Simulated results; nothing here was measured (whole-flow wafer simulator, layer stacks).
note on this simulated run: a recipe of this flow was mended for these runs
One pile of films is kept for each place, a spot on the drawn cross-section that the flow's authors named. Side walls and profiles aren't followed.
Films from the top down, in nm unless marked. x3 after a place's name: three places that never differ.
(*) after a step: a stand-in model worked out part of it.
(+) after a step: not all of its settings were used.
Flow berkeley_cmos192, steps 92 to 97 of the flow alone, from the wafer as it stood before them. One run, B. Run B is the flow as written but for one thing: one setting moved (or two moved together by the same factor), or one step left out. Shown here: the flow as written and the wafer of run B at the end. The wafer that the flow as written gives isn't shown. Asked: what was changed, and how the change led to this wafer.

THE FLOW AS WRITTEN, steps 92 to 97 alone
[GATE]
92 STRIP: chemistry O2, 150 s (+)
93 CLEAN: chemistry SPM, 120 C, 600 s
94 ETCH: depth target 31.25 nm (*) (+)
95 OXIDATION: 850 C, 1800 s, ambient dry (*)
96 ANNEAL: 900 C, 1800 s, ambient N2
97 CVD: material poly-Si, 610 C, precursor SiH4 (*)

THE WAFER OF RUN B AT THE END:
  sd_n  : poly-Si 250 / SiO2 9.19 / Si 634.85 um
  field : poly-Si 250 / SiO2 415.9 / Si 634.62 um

The cause: step 95, OXIDATION: 2520 s was run, where the flow has 1800 s.

How the change led to this, step by step:
  95 OXIDATION: 850 C, 1800 s, ambient dry (*)
      sd_n, spacer_n, gate, sd_p, spacer_p x2, contact, m1: SiO2 +9.19 (new film), Si -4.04 (as written it would be: SiO2 +7.48 (new film), Si -3.29)
